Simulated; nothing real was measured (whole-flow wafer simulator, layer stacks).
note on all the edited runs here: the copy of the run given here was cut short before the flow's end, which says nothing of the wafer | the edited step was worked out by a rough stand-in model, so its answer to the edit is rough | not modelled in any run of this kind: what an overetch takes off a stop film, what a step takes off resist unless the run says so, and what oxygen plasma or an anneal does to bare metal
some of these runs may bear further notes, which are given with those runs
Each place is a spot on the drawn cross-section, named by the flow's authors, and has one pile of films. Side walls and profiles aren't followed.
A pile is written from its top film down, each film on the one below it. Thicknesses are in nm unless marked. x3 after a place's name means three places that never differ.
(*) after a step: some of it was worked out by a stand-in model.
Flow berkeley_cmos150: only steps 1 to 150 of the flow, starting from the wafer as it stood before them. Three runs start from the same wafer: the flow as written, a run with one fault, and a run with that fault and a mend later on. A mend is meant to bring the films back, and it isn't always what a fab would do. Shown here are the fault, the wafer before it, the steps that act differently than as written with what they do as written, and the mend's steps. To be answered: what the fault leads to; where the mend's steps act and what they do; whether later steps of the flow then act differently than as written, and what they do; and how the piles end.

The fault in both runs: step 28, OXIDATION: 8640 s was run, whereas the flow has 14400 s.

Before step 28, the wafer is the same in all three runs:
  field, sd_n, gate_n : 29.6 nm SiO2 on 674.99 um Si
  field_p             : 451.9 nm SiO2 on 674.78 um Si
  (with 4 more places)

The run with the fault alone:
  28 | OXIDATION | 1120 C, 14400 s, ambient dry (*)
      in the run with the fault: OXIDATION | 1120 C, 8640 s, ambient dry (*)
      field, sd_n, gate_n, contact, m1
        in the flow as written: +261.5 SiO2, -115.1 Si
        in the run with the fault: +188.1 SiO2, -82.8 Si
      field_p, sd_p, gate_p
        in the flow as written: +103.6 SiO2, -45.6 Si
        in the run with the fault: +64.4 SiO2, -28.3 Si
  Steps further on in the flow that do not act as written (45 more steps, not shown, differ only slightly: by at most 2% or 0.5 nm, whichever is larger):
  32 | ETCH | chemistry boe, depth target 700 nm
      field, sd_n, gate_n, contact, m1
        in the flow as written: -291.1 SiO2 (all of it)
        in the run with the fault: -217.7 SiO2 (all of it)
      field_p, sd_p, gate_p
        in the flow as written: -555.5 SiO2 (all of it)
        in the run with the fault: -516.2 SiO2 (all of it)
  At the end the piles are close to the flow's at the places that both follow, differing by at most 2% or 0.5 nm, whichever is larger.

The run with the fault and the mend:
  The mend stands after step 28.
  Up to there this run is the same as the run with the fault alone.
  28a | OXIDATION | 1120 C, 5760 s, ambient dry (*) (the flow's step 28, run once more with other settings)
      field, sd_n, gate_n, contact, m1
        +73.3 SiO2, -32.3 Si
      field_p, sd_p, gate_p
        +39.2 SiO2, -17.3 Si
  None of the later steps of the flow acts differently than as written at any place that is followed.
  At every place that both follow, the piles at the end match the flow's.
